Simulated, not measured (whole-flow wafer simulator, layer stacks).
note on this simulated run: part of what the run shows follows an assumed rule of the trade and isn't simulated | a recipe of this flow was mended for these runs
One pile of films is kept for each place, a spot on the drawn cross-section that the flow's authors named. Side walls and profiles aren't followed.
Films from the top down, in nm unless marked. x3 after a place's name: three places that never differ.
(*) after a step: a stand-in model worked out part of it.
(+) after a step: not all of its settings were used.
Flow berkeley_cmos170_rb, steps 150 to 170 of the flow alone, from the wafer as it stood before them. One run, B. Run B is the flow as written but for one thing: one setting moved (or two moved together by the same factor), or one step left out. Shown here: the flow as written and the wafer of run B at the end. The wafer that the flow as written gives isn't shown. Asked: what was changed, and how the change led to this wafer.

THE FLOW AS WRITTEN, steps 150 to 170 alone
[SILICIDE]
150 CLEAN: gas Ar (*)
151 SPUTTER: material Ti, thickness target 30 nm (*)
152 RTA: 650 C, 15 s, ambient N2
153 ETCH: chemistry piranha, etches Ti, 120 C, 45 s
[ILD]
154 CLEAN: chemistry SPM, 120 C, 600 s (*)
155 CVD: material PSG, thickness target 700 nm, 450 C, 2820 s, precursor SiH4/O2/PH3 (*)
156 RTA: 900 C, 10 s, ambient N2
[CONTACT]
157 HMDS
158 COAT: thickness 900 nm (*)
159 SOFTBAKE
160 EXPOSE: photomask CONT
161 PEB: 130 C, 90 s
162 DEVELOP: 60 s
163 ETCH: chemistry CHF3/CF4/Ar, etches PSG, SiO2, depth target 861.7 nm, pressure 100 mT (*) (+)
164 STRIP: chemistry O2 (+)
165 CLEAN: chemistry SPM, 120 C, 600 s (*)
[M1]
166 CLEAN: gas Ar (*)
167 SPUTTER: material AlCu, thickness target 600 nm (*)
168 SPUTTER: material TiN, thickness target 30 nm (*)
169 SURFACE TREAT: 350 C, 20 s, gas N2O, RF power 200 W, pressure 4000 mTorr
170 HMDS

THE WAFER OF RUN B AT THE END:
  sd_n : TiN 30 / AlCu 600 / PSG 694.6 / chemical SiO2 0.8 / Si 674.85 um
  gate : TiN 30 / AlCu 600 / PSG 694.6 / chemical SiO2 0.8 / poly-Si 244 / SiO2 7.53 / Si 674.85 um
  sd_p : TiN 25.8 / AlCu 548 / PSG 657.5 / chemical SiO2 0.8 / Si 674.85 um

The cause: step 152, RTA: 650 C, 15 s, ambient N2, was left out.

How the change led to this, step by step:
  153 ETCH: chemistry piranha, etches Ti, 120 C, 45 s
      sd_n, gate, gate_p, contact, m1: Ti -30 (all of it) (as written it would be: Ti -6.6 (all of it), TiSi first -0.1)
      sd_p: Ti -27.9 (all of it) (as written it would be: Ti -6.14 (all of it), TiSi first -0.1)
  154 CLEAN: chemistry SPM, 120 C, 600 s (*)
      sd_n, sd_p, contact, m1: chemical SiO2 +0.8 (new film), Si -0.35 (as written it would be: nothing)
      gate, gate_p: chemical SiO2 +0.8 (new film), poly-Si -0.35 (as written it would be: nothing)
  156 RTA: 900 C, 10 s, ambient N2
      sd_n, contact, m1: nothing (as written it would be: under 1 film: TiSi2 +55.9 (new film), TiSi first -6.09 (all of it), TiSi2 C49 -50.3 (all of it), Si -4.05)
      gate, gate_p: nothing (as written it would be: under 1 film: TiSi2 +55.9 (new film), TiSi first -6.09 (all of it), TiSi2 C49 -50.3 (all of it), poly-Si -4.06)
      (and at 1 more place)
  163 ETCH: chemistry CHF3/CF4/Ar, etches PSG, SiO2, depth target 861.7 nm, pressure 100 mT (*) (+)
      contact: PSG -700 (all of it), chemical SiO2 -0.8 (all of it), Si -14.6 (as written it would be: PSG -700 (all of it), TiSi2 -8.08)
  164 STRIP: chemistry O2 (+)
      contact: chemical SiO2 +1.05 (new film), Si -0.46 (as written it would be: nothing)
  166 CLEAN: gas Ar (*)
      contact: chemical SiO2 -1.05 (all of it) (as written it would be: TiSi2 -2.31)
